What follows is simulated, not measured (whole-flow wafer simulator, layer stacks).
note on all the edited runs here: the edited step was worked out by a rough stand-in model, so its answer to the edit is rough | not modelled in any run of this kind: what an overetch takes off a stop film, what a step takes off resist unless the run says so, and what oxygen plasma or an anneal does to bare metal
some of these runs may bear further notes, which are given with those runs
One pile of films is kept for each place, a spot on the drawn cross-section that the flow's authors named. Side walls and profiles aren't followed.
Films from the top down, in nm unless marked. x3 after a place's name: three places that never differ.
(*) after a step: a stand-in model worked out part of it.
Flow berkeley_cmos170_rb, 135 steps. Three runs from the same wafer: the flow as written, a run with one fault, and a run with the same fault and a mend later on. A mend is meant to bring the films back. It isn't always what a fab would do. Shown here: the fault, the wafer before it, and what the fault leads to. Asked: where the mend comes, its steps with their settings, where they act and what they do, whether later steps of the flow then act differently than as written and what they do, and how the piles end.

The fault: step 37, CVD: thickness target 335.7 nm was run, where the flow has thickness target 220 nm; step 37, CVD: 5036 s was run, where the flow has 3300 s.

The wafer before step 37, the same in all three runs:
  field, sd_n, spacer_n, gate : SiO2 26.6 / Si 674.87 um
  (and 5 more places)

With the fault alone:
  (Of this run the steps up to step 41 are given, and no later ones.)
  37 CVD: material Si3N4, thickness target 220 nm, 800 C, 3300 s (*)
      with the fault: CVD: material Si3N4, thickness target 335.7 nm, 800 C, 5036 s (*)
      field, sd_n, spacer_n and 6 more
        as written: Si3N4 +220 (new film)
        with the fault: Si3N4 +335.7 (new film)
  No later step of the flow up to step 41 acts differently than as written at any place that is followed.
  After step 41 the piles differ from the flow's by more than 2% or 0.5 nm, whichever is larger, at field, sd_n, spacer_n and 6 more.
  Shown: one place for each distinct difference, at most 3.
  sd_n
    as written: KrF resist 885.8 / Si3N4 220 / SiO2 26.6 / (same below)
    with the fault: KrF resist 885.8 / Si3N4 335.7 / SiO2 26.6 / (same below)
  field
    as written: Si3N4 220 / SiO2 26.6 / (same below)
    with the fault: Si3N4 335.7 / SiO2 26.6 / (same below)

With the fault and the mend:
  The mend comes after step 37.
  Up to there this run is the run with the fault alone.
  37a ETCH: chemistry h3po4, depth target 115.7 nm (the flow's step 30 once more, with other settings)
      field, sd_n, spacer_n and 6 more
        Si3N4 -115.7
  No later step of the flow acts differently than as written at any place that is followed.
  At the end the piles are the same as the flow's at every place that both follow.
